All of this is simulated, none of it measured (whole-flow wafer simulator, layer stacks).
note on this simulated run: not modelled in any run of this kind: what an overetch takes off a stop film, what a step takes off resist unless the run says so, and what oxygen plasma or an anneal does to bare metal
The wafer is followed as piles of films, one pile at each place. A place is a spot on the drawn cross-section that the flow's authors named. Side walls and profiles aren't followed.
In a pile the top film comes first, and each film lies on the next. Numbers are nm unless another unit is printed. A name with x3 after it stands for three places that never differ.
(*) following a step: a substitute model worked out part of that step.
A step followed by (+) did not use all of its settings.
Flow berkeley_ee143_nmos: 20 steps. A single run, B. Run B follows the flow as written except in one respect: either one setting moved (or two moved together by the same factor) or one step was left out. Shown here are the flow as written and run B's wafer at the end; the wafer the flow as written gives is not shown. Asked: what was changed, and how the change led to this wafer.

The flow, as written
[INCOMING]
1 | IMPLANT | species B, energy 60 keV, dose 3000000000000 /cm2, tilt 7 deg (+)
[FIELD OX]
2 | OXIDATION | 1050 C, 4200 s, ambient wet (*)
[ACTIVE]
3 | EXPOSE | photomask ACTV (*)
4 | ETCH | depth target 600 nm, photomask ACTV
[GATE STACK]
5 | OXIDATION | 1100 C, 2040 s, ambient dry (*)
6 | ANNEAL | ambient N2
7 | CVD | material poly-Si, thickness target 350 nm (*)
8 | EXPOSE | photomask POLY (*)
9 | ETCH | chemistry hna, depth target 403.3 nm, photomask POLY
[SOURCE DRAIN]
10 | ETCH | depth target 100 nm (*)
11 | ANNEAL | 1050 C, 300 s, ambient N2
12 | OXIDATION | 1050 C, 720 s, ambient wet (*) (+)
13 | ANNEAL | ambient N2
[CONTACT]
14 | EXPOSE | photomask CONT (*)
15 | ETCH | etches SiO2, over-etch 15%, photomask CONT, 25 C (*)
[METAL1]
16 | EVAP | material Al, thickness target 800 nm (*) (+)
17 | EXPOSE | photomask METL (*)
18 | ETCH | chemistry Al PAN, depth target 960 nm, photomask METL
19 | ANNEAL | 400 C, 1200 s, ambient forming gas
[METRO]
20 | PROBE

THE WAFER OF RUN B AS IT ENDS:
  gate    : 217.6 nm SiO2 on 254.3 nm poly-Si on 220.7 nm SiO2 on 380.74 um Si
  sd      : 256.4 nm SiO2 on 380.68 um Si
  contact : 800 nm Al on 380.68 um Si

What caused this: step 4, ETCH: depth target 372 nm was run, though the flow has depth target 600 nm.

The path from the change to this, step by step:
  4 | ETCH | depth target 600 nm, photomask ACTV
      gate, sd, contact: SiO2 loses 372 (in the flow as written it would be: SiO2 loses 566.4 (all of it))
  5 | OXIDATION | 1100 C, 2040 s, ambient dry (*)
      gate, sd, contact: SiO2 gains 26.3, Si loses 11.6 (in the flow as written it would be: SiO2 gains 79.7 (new film), Si loses 35.1)
  10 | ETCH | depth target 100 nm (*)
      sd, contact: SiO2 loses 100 (in the flow as written it would be: SiO2 loses 79.7 (all of it))
  12 | OXIDATION | 1050 C, 720 s, ambient wet (*) (+)
      sd, contact: SiO2 gains 135.7, Si loses 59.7 (in the flow as written it would be: SiO2 gains 189.4 (new film), Si loses 83.4)
  15 | ETCH | etches SiO2, over-etch 15%, photomask CONT, 25 C (*)
      contact: SiO2 loses 256.4 (all of it) (in the flow as written it would be: SiO2 loses 189.4 (all of it))
